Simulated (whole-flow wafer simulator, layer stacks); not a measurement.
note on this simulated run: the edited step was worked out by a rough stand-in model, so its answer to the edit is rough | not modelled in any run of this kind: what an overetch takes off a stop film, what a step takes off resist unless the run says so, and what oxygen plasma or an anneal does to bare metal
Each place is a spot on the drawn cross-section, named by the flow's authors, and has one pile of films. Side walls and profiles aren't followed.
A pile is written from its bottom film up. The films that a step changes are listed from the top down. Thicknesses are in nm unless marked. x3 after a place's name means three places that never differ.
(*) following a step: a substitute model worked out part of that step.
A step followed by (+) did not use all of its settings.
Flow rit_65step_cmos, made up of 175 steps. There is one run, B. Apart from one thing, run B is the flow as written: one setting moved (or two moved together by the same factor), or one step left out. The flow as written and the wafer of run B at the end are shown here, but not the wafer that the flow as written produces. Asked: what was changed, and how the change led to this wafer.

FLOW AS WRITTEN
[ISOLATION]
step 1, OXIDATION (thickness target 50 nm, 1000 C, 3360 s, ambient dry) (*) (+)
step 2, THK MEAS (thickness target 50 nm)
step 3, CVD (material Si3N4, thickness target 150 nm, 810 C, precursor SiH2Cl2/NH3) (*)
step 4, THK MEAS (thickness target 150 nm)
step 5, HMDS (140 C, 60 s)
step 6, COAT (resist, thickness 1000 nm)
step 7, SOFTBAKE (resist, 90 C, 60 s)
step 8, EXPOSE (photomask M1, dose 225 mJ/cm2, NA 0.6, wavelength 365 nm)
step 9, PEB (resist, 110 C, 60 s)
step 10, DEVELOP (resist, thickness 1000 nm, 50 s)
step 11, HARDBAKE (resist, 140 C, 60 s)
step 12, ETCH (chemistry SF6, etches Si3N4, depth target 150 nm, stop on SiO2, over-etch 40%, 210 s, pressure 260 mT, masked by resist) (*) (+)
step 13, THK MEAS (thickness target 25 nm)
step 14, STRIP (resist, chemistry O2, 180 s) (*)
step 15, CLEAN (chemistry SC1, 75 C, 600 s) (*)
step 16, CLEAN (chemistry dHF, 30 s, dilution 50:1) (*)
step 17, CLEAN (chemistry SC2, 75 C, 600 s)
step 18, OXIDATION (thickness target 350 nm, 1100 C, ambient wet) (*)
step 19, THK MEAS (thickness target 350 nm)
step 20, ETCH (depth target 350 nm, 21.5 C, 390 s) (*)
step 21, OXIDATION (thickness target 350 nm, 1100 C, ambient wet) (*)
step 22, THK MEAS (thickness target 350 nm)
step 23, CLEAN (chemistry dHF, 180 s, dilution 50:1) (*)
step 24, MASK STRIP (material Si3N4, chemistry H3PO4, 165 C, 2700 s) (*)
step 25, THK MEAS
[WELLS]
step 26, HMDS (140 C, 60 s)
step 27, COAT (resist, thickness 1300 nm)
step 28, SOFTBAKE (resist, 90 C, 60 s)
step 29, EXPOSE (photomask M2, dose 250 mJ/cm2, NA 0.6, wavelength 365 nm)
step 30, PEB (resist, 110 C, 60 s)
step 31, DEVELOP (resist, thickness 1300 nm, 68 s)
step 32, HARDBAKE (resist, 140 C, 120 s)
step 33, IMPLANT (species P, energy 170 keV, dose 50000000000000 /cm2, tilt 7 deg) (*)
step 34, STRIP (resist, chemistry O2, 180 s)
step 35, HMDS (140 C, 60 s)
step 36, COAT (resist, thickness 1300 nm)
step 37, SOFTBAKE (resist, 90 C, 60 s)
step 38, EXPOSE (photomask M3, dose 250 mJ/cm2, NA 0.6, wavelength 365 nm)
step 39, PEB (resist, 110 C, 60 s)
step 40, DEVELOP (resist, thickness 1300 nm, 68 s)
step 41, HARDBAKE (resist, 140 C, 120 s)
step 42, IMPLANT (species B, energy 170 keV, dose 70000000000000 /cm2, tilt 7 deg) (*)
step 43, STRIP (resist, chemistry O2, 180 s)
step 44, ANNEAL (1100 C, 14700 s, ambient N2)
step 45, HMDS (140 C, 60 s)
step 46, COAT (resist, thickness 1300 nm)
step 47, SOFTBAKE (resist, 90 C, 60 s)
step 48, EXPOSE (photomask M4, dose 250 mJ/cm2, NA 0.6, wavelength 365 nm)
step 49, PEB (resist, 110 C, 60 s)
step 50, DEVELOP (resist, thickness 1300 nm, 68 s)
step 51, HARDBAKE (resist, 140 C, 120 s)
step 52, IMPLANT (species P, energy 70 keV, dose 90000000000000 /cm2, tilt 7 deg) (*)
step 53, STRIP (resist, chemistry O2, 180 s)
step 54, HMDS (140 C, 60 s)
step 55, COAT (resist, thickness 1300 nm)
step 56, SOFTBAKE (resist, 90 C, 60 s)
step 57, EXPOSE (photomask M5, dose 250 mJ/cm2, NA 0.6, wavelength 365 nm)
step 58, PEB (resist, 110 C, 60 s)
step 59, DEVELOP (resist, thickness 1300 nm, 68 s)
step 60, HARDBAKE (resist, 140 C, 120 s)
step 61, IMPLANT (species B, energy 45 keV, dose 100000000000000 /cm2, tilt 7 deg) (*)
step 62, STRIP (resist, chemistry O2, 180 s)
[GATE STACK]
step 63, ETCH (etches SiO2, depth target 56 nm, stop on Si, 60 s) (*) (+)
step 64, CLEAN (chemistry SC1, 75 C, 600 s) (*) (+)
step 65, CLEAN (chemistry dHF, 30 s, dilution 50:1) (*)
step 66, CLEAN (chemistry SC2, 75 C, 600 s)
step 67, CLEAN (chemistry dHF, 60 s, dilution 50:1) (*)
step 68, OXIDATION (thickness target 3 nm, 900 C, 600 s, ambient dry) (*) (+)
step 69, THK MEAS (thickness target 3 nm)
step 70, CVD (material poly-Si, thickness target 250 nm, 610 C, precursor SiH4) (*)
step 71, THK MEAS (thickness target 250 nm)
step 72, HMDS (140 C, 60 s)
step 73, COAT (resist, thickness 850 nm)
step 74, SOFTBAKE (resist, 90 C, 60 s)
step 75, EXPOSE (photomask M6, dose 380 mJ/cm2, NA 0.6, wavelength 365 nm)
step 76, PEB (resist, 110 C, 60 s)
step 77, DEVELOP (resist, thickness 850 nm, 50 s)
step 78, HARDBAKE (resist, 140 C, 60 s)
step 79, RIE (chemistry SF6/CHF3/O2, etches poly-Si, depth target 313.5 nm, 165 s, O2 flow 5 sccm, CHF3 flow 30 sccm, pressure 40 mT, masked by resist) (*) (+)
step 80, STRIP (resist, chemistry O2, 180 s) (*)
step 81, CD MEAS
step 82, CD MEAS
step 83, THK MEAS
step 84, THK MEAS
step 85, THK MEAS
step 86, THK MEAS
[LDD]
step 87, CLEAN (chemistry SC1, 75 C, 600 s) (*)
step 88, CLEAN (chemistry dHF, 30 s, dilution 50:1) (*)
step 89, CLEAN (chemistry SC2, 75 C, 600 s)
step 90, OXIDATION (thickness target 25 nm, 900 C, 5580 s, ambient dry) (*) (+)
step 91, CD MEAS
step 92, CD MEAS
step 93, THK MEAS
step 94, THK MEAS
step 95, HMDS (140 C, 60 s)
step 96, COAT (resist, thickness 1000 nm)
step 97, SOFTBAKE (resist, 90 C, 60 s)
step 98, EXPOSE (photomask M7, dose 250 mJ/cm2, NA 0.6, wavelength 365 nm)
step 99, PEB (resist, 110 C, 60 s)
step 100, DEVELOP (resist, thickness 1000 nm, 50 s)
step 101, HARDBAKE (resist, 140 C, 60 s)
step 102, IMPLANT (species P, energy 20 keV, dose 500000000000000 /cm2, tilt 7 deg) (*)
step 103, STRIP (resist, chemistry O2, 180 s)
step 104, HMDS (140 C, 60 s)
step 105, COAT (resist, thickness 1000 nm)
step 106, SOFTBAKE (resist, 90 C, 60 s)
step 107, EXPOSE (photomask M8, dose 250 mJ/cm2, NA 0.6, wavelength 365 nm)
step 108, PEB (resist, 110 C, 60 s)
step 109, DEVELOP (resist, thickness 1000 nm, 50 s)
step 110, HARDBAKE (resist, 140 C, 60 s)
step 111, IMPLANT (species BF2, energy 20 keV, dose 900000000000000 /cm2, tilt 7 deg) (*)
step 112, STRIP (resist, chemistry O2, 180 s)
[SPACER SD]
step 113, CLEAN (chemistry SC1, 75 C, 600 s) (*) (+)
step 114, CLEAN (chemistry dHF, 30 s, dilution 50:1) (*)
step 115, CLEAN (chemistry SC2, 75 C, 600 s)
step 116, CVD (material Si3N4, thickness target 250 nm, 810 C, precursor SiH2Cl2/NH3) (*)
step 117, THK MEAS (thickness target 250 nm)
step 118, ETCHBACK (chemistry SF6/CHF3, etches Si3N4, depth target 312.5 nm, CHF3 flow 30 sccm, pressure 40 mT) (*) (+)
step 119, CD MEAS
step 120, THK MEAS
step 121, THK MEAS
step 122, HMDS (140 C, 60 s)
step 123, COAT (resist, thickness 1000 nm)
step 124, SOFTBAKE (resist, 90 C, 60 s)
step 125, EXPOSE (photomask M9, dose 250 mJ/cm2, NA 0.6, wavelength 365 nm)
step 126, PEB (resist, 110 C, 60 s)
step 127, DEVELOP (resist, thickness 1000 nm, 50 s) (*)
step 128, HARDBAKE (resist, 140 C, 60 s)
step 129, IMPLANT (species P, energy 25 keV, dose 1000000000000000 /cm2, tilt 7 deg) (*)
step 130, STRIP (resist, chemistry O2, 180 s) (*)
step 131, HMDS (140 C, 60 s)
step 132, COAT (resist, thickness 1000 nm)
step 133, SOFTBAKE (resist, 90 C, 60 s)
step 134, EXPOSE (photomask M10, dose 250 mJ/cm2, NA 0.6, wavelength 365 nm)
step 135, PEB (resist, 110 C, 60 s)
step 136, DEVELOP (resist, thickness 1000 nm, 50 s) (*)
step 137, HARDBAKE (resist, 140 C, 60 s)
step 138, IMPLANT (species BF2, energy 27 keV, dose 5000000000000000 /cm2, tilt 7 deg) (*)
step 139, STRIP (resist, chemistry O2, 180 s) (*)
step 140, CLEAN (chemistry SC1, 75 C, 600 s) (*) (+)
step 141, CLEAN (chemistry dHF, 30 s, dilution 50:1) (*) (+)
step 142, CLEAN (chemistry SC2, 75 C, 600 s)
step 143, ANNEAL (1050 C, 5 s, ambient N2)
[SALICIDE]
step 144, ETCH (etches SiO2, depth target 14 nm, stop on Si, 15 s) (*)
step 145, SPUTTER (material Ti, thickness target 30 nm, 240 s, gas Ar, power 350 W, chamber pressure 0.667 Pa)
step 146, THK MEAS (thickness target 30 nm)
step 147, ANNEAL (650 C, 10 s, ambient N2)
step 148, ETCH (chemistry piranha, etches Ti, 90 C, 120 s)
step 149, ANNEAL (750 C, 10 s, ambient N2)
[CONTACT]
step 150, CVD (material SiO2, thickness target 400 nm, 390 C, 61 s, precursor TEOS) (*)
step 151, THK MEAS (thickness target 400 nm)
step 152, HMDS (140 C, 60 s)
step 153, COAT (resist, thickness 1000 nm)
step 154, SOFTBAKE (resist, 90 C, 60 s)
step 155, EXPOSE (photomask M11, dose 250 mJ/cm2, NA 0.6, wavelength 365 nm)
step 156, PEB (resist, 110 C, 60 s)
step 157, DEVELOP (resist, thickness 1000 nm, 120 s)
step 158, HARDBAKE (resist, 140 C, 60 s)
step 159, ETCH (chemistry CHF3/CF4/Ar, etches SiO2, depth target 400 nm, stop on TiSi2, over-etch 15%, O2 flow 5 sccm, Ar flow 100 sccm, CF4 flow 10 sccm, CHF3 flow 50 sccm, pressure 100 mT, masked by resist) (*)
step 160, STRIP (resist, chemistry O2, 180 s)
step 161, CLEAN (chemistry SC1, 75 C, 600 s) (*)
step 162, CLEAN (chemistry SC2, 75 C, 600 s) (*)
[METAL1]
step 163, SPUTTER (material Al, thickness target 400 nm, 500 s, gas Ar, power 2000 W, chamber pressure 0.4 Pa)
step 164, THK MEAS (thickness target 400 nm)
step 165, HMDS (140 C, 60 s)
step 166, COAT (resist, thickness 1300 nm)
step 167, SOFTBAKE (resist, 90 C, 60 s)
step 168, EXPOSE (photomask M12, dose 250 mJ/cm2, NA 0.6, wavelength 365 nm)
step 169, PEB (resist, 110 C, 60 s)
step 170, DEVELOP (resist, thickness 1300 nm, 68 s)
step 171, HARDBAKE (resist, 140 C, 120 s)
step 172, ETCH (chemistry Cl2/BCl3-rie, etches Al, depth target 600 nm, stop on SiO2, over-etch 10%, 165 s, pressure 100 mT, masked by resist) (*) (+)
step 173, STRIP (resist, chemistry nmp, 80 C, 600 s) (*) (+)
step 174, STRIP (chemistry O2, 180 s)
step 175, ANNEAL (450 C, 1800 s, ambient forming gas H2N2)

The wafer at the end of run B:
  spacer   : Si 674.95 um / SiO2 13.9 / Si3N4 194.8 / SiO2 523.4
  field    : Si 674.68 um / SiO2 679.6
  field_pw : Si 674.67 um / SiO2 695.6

The reason: step 150, CVD: thickness target 560 nm was run, while the flow as written has thickness target 400 nm.

Step by step, how the change led to this:
  step 150, CVD (material SiO2, thickness target 400 nm, 390 C, 61 s, precursor TEOS) (*)
      field, field_pw, field_nw, field_p: +560 SiO2 (as written it would have been: +400 SiO2)
      spacer, spacer_p: +560 SiO2 (new film) (as written it would have been: +400 SiO2 (new film))
      (as well as at 2 more places)
